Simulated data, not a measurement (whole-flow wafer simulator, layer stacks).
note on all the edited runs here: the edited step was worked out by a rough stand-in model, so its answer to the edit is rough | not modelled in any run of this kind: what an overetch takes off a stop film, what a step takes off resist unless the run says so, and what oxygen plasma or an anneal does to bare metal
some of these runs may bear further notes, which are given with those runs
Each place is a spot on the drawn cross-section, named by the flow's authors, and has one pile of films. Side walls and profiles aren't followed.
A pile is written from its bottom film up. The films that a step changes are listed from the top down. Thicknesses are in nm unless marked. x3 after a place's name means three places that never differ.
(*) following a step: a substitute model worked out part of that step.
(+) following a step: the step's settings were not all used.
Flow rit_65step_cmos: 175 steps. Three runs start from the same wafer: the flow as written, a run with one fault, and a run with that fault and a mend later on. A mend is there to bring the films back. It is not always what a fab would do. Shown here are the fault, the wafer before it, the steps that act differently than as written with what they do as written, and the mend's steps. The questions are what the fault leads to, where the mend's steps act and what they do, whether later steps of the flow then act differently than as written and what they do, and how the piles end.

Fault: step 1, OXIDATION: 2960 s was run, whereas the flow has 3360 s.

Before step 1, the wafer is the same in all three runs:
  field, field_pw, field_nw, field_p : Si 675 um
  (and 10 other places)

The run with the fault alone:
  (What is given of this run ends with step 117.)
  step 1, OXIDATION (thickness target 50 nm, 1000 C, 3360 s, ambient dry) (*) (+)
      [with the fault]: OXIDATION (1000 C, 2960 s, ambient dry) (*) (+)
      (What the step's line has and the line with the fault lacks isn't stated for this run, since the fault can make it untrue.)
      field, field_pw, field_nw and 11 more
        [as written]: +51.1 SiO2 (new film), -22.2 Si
        [with the fault]: +47.6 SiO2 (new film), -20.6 Si
  Steps later in the flow that act otherwise than as written (36 more steps, not shown, differ only slightly: by at most 2% or 0.5 nm, whichever is larger):
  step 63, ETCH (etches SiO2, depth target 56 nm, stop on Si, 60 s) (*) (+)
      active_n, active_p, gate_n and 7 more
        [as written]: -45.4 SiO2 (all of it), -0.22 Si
        [with the fault]: -41.9 SiO2 (all of it), -0.29 Si
  Once step 117 is done, the piles differ only a little from the flow's at the places that both follow, at most by 2% or 0.5 nm, whichever is larger.

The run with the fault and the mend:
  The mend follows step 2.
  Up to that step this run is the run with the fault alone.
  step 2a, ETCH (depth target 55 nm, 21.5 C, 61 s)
      field, field_pw, field_nw and 11 more
        -47.6 SiO2 (all of it)
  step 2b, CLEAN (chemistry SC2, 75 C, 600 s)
      field, field_pw, field_nw and 11 more
        +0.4 chemical SiO2 (new film), -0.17 Si
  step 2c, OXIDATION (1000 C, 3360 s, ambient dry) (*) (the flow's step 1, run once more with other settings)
      field, field_pw, field_nw and 11 more
        +51 SiO2 (new film), -0.4 chemical SiO2 (all of it), -22.3 Si
  Steps later in the flow that act otherwise than as written (18 more steps, not shown, differ only slightly: by at most 2% or 0.5 nm, whichever is larger):
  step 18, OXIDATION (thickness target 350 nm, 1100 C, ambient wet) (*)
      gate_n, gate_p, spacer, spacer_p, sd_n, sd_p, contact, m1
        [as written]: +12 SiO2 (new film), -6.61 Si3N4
        [with the mend]: +12 SiO2 (new film), -6.61 Si3N4, +0.03 SiO2
  When the end is reached, the piles differ only a little from the flow's at the places that both follow, at most by 2% or 0.5 nm, whichever is larger.
